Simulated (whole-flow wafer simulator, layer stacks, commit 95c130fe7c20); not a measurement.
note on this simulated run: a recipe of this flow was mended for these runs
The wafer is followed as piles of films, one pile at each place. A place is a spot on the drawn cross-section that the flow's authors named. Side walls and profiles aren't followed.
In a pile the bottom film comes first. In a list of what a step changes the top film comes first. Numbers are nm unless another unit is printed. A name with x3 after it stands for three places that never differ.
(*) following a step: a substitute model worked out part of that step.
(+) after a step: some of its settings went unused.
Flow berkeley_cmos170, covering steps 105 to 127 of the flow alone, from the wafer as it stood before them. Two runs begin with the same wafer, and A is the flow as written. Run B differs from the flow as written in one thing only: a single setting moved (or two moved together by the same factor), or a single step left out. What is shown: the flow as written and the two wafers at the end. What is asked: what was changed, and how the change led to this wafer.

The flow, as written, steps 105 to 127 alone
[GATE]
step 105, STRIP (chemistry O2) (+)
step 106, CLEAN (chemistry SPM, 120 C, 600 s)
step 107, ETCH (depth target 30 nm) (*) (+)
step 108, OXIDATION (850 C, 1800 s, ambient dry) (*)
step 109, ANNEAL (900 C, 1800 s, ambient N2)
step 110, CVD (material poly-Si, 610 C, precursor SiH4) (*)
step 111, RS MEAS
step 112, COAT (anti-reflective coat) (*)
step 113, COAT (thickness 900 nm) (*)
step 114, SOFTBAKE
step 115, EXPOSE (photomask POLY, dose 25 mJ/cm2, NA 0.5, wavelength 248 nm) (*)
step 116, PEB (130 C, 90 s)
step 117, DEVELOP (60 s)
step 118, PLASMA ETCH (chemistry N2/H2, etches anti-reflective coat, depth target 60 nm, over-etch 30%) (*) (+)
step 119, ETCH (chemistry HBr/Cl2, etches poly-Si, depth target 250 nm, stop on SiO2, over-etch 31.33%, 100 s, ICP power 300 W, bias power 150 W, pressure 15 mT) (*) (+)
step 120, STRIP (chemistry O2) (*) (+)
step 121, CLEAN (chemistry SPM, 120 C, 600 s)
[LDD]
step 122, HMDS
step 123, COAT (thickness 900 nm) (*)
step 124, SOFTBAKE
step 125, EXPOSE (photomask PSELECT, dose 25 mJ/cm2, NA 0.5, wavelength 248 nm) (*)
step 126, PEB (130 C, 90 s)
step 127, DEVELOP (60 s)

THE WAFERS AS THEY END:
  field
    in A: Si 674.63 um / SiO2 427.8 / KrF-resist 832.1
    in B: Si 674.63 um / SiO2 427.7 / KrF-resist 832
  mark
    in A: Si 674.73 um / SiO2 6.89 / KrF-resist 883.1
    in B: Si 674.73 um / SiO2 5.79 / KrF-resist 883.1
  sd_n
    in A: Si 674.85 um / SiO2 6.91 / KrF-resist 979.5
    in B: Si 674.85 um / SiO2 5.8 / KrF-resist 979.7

Cause: step 108, OXIDATION: 1368 s was run, while the flow as written has 1800 s.

Step by step, how the change led to this:
  step 108, OXIDATION (850 C, 1800 s, ambient dry) (*)
      mark, sd_n, spacer_n and 9 more: A +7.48 SiO2 (new film), -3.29 Si | B +6.38 SiO2 (new film), -2.81 Si
